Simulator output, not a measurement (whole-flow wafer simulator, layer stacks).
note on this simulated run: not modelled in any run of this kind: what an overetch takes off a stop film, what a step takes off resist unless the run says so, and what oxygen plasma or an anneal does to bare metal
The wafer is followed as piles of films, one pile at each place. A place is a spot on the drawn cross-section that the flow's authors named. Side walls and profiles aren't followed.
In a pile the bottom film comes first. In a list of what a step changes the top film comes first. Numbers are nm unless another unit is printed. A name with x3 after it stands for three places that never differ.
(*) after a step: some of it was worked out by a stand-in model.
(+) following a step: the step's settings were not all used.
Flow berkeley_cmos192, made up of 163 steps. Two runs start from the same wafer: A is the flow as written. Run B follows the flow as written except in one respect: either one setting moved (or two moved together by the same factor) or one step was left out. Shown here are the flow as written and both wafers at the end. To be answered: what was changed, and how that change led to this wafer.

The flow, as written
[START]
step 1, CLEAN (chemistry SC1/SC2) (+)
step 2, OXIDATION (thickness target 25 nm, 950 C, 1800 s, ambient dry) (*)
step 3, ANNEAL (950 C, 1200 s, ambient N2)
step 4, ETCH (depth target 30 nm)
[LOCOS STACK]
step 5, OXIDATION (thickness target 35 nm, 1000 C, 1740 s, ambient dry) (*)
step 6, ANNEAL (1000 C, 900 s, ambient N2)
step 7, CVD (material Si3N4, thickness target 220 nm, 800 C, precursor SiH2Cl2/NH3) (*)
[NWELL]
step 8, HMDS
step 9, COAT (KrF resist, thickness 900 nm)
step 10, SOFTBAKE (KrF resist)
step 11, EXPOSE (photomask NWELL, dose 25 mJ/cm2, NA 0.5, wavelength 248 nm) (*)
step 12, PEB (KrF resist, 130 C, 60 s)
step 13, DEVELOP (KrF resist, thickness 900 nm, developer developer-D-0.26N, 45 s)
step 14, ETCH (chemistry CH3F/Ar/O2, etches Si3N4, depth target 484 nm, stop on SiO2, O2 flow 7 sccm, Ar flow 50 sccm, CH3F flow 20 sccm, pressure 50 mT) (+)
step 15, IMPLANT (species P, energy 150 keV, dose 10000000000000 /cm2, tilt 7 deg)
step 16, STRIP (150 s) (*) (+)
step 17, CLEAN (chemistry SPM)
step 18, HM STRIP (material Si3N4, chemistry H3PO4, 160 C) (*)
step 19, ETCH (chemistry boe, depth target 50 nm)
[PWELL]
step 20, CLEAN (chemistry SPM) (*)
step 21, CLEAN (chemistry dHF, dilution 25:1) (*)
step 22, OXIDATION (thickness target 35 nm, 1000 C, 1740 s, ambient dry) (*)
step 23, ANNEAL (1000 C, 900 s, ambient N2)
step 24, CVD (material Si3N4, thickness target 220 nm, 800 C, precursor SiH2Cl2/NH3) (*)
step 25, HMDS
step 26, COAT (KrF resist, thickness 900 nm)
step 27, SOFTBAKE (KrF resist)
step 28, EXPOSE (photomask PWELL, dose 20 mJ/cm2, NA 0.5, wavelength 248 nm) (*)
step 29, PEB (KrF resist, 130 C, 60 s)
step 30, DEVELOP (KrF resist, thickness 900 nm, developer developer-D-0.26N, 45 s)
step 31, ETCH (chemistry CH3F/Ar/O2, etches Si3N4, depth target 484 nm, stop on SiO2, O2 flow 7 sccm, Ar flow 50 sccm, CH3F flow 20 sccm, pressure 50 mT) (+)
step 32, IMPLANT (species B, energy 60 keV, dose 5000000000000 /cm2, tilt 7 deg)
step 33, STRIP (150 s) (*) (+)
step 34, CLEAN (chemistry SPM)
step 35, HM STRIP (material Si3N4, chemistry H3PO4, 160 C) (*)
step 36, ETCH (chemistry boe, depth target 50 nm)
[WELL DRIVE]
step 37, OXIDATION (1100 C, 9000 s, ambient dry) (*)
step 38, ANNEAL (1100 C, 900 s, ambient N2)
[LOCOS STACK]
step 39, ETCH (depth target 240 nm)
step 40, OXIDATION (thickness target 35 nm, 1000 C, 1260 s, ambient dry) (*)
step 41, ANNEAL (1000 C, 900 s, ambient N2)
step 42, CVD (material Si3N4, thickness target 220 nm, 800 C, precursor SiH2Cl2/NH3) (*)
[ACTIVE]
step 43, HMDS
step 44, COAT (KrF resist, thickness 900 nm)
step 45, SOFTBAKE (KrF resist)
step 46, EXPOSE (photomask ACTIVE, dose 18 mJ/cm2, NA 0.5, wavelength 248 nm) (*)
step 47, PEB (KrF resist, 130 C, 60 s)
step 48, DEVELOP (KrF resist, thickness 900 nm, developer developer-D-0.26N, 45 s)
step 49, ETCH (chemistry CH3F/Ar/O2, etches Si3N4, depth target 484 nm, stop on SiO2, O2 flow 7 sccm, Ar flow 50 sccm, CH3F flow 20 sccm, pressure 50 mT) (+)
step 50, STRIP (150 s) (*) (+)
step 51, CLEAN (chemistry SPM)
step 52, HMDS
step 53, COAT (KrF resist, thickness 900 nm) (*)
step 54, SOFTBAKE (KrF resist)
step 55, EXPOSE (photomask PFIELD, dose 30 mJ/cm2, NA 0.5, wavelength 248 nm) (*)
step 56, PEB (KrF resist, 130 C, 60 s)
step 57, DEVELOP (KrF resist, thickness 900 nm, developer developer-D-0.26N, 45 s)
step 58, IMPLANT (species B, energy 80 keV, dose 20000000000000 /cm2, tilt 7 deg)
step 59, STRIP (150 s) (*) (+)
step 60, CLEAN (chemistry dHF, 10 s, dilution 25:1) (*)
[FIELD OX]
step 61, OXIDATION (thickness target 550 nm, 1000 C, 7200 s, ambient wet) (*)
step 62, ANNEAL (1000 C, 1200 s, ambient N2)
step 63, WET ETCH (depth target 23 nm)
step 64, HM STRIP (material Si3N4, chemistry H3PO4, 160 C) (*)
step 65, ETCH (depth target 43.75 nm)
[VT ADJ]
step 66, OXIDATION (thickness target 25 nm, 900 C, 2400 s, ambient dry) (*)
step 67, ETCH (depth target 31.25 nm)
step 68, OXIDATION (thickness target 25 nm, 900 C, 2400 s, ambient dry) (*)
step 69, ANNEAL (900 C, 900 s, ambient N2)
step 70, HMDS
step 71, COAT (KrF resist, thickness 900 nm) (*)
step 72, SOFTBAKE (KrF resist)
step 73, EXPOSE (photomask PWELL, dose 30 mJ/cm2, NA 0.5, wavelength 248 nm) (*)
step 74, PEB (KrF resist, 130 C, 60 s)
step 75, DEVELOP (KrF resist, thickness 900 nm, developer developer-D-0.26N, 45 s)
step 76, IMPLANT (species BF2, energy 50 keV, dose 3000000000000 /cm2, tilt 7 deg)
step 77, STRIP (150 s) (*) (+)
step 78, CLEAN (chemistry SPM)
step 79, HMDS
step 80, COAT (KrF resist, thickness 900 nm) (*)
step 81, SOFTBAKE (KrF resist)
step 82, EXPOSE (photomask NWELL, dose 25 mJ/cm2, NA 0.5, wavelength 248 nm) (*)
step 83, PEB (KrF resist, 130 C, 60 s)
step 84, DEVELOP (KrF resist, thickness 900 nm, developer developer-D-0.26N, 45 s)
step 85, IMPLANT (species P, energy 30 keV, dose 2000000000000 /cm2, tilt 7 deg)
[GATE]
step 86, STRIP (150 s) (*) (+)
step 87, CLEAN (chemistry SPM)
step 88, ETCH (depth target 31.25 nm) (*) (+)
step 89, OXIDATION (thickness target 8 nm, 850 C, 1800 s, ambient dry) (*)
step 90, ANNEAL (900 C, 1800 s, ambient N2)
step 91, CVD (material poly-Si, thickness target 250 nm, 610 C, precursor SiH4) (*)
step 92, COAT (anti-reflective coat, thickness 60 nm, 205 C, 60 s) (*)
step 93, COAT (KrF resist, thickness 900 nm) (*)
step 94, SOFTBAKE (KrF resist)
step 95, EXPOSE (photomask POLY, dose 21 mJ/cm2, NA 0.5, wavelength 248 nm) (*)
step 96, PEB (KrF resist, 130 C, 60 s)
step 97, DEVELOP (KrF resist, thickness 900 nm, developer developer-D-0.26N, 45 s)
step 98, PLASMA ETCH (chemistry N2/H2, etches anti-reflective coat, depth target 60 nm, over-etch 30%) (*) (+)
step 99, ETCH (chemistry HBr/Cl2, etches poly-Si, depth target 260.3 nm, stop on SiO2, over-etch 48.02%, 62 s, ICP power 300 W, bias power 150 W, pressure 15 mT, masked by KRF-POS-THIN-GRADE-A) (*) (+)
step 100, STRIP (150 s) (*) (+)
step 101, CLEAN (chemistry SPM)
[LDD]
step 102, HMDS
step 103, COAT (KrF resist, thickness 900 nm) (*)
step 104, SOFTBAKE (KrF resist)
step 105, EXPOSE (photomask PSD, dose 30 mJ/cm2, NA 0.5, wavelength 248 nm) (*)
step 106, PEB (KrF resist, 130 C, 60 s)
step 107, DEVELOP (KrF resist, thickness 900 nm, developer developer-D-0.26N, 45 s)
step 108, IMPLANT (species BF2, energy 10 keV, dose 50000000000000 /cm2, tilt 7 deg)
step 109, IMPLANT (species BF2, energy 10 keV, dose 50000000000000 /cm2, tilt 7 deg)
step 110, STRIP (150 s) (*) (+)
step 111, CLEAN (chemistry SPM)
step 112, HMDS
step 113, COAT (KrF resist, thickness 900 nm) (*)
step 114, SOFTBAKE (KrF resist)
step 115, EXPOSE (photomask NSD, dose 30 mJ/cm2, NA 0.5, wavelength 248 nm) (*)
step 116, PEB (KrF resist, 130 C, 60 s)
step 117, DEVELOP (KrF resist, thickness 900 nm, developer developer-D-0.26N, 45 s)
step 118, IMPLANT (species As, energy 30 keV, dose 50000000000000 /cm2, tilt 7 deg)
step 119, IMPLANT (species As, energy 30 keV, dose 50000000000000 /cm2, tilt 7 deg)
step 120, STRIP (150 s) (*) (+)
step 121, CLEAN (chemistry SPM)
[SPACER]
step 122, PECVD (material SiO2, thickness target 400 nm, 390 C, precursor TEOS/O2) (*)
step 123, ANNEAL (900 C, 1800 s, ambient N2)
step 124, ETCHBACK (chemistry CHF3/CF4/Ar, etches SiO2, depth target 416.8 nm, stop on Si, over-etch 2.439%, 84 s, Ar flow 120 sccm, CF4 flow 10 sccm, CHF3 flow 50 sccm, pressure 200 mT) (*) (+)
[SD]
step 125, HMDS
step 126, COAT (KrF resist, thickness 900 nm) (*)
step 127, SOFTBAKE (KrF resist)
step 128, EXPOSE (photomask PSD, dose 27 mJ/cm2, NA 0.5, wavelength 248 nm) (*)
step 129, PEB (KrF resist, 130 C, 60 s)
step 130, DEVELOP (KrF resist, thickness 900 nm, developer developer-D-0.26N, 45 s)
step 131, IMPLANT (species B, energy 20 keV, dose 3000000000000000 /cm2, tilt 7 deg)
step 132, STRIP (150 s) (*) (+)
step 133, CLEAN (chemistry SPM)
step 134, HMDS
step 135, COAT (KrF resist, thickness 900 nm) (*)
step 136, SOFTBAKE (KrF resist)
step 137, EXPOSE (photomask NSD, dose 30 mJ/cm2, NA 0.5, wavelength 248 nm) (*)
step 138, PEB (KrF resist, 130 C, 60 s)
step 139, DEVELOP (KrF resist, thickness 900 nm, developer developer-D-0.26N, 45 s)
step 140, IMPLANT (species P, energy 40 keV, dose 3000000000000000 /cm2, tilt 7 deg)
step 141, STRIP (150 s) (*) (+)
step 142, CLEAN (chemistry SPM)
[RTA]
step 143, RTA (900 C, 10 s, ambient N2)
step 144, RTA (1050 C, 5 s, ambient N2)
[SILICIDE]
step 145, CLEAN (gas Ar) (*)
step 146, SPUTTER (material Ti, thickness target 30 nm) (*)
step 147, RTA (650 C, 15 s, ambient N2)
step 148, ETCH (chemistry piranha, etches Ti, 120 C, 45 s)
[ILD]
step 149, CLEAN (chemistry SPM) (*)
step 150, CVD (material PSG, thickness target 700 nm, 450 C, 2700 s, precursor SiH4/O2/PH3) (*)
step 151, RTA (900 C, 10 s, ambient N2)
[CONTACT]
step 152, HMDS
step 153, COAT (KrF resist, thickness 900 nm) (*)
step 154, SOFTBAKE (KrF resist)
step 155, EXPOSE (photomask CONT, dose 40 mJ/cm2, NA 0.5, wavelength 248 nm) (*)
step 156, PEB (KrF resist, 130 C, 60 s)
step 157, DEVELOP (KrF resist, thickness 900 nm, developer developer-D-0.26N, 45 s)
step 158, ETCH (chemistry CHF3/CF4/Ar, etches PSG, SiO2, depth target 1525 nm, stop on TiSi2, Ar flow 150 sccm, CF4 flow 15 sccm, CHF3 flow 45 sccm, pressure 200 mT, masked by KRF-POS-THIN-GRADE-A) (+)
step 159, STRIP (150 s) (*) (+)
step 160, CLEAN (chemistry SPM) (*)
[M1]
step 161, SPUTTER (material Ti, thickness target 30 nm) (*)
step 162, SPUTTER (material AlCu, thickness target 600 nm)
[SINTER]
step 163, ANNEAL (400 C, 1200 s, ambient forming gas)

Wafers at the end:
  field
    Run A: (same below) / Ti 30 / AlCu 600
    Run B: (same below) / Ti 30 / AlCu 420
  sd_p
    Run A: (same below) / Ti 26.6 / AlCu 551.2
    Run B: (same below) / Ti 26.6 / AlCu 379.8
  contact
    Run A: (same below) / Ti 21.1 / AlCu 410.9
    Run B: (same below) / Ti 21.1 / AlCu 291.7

The reason: step 162, SPUTTER: thickness target 420 nm was run, though the flow has thickness target 600 nm.
One can read it off the wafer: field has AlCu 420, and step 162 as written asks for 600 nm.

Step by step, how the change led to this:
  step 162, SPUTTER (material AlCu, thickness target 600 nm)
      field, sd_n, spacer_n, gate, spacer_p, gate_p, m1: A AlCu gains 600 (new film) | B AlCu gains 420 (new film)
      sd_p: A AlCu gains 551.2 (new film) | B AlCu gains 379.8 (new film)
      (also at 1 further place)
